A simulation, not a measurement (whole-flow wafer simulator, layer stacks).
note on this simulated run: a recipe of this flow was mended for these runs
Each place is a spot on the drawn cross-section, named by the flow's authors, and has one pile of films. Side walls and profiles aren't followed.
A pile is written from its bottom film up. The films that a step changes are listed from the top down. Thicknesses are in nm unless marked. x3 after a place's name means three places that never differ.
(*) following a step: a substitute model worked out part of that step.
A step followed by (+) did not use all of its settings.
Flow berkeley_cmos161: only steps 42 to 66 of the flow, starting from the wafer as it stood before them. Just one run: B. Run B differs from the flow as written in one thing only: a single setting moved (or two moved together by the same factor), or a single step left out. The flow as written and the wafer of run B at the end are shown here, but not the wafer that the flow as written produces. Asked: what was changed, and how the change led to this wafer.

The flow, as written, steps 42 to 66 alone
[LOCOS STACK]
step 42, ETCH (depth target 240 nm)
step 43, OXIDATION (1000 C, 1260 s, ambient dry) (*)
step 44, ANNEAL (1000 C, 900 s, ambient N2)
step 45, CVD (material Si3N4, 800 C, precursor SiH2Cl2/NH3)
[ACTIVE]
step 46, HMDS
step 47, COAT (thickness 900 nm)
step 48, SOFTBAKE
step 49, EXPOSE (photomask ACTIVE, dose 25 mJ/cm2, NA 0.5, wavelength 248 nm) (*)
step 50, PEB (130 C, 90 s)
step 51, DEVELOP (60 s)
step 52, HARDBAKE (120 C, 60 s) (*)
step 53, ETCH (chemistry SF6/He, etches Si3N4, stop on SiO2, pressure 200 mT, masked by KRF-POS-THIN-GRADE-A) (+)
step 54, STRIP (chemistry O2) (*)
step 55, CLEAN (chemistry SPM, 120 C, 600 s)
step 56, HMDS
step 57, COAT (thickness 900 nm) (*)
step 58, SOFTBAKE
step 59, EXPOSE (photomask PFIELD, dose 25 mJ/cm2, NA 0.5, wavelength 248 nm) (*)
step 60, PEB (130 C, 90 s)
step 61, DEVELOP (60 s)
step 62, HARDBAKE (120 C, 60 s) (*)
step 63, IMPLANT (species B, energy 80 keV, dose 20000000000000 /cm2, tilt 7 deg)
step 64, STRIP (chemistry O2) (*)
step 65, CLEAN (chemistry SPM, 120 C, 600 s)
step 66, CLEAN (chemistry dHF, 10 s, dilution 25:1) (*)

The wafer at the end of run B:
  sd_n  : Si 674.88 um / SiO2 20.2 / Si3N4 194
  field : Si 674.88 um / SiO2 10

What caused this: step 43, OXIDATION: 756 s was run, though the flow has 1260 s.

The path from the change to this, step by step:
  step 43, OXIDATION (1000 C, 1260 s, ambient dry) (*)
      field, sd_n, spacer_n and 6 more: SiO2 gains 20.2 (new film), Si loses 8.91 (as written it would have been: SiO2 gains 26.6 (new film), Si loses 11.7)
